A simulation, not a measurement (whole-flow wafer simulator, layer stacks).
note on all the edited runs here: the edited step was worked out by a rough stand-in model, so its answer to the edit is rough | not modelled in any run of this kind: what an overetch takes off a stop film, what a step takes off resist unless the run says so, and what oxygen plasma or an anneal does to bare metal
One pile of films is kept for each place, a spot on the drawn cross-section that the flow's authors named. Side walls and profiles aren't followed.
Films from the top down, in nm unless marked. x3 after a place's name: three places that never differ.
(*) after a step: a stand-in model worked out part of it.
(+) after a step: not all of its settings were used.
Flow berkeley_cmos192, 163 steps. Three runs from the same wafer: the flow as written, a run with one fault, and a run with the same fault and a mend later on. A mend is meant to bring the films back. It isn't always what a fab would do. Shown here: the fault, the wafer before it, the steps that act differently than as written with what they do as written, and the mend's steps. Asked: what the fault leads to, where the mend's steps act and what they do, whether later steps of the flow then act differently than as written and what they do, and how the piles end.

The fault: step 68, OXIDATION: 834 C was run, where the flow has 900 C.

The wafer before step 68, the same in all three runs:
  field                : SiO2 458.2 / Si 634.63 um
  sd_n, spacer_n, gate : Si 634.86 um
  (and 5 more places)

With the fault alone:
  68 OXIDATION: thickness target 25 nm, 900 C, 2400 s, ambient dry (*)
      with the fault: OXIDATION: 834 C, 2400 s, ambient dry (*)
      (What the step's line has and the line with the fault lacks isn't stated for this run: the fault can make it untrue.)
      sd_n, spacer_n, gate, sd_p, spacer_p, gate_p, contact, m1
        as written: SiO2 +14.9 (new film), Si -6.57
        with the fault: SiO2 +7.51 (new film), Si -3.31
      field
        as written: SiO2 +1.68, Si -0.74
        with the fault: SiO2 +0.48, Si -0.21
  Later steps of the flow that act differently than as written (39 more steps differ only slightly, by at most 2% or 0.5 nm, whichever is larger, and aren't shown):
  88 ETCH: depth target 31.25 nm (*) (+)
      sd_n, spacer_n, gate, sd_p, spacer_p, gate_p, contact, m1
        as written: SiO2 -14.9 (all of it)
        with the fault: SiO2 -7.51 (all of it)
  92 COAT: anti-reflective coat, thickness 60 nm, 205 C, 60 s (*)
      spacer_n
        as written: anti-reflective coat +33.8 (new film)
        with the fault: anti-reflective coat +34.9 (new film)
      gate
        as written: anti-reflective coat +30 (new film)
        with the fault: anti-reflective coat +31.1 (new film)
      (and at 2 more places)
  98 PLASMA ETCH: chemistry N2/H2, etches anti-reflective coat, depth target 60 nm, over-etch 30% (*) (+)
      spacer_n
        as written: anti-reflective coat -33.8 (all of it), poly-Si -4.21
        with the fault: anti-reflective coat -34.9 (all of it), poly-Si -4.11
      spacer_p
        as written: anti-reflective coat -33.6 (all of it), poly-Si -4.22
        with the fault: anti-reflective coat -34.5 (all of it), poly-Si -4.12
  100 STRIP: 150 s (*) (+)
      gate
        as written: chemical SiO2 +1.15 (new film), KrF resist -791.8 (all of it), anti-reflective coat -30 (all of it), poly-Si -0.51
        with the fault: chemical SiO2 +1.15 (new film), KrF resist -788.8 (all of it), anti-reflective coat -31.1 (all of it), poly-Si -0.51
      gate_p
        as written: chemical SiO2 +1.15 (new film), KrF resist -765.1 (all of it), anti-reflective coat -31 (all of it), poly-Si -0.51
        with the fault: chemical SiO2 +1.15 (new film), KrF resist -763 (all of it), anti-reflective coat -31.9 (all of it), poly-Si -0.51
  At the end the piles differ from the flow's only slightly at the places that both follow, by at most 2% or 0.5 nm, whichever is larger.

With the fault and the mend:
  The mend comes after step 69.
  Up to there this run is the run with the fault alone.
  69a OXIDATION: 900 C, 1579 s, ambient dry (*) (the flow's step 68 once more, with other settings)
      sd_n, spacer_n, gate, sd_p, spacer_p, gate_p, contact, m1
        SiO2 +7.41, Si -3.26
      field
        SiO2 +1.1, Si -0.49
  No later step of the flow acts differently than as written, at any place that is followed, by more than 2% or 0.5 nm, whichever is larger.
  At the end the piles differ from the flow's only slightly at the places that both follow, by at most 2% or 0.5 nm, whichever is larger.
